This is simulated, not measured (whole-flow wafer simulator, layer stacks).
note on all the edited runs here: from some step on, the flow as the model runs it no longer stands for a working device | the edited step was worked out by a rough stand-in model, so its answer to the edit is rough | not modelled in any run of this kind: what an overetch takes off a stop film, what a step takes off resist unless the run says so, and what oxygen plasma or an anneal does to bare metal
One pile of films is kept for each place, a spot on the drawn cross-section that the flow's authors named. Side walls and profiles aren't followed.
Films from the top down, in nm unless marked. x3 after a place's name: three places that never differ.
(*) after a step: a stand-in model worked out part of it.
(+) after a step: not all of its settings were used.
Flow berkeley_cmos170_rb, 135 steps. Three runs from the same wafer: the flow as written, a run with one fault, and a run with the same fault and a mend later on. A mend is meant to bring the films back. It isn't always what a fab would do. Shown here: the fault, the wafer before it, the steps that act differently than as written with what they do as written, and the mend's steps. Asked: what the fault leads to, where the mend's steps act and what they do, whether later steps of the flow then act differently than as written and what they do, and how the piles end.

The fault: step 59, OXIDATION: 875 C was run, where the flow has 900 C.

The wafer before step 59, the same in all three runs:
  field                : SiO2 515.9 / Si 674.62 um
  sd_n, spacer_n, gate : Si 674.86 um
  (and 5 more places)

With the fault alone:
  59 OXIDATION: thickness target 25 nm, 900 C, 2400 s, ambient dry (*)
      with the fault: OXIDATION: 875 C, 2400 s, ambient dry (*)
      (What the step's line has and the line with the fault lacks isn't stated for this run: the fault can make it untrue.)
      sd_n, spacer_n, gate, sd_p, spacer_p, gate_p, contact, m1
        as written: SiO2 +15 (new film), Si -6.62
        with the fault: SiO2 +11.7 (new film), Si -5.14
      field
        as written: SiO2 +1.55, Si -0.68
        with the fault: SiO2 +0.98, Si -0.43
  Later steps of the flow that act differently than as written (30 more steps differ only slightly, by at most 2% or 0.5 nm, whichever is larger, and aren't shown):
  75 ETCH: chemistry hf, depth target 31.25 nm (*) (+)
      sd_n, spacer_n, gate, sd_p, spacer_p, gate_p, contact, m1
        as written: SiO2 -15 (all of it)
        with the fault: SiO2 -11.7 (all of it)
  At the end the piles differ from the flow's only slightly at the places that both follow, by at most 2% or 0.5 nm, whichever is larger.

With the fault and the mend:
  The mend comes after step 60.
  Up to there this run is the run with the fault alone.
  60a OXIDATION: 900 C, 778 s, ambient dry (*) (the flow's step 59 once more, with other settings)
      sd_n, spacer_n, gate, sd_p, spacer_p, gate_p, contact, m1
        SiO2 +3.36, Si -1.48
      field
        SiO2 +0.5, Si -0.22
  No later step of the flow acts differently than as written, at any place that is followed, by more than 2% or 0.5 nm, whichever is larger.
  At the end the piles differ from the flow's only slightly at the places that both follow, by at most 2% or 0.5 nm, whichever is larger.
